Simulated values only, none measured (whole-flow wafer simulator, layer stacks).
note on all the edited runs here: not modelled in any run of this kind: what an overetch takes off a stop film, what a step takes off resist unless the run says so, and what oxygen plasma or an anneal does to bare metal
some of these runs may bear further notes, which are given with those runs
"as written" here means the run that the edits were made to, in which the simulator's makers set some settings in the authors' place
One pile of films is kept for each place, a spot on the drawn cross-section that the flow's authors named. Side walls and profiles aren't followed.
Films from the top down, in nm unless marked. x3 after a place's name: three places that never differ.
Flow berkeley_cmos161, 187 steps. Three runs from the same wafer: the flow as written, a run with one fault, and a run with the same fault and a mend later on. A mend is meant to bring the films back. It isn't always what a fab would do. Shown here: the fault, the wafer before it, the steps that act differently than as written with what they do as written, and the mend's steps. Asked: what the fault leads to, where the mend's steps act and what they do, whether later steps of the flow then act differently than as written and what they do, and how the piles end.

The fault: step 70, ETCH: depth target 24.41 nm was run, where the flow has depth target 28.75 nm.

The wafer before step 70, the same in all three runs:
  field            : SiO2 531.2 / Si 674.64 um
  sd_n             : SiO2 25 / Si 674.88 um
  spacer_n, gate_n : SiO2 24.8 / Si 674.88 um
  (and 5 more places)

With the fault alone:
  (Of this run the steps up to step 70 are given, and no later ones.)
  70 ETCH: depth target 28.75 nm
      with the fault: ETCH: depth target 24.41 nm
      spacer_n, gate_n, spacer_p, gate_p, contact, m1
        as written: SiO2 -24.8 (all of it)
        with the fault: SiO2 -24.4
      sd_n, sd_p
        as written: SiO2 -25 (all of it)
        with the fault: SiO2 -24.4
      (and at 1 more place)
  After step 70 the piles differ from the flow's by more than 2% or 0.5 nm, whichever is larger, at sd_n, sd_p.
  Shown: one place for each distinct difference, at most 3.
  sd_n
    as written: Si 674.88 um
    with the fault: SiO2 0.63 / Si 674.88 um

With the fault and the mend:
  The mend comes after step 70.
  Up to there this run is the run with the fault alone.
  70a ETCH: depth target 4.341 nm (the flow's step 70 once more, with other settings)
      spacer_n, gate_n, spacer_p, gate_p, contact, m1
        SiO2 -0.39 (all of it)
      sd_n, sd_p
        SiO2 -0.63 (all of it)
      field
        SiO2 -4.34
  No later step of the flow acts differently than as written, at any place that is followed, by more than 2% or 0.5 nm, whichever is larger.
  At the end the piles are the same as the flow's at every place that both follow.
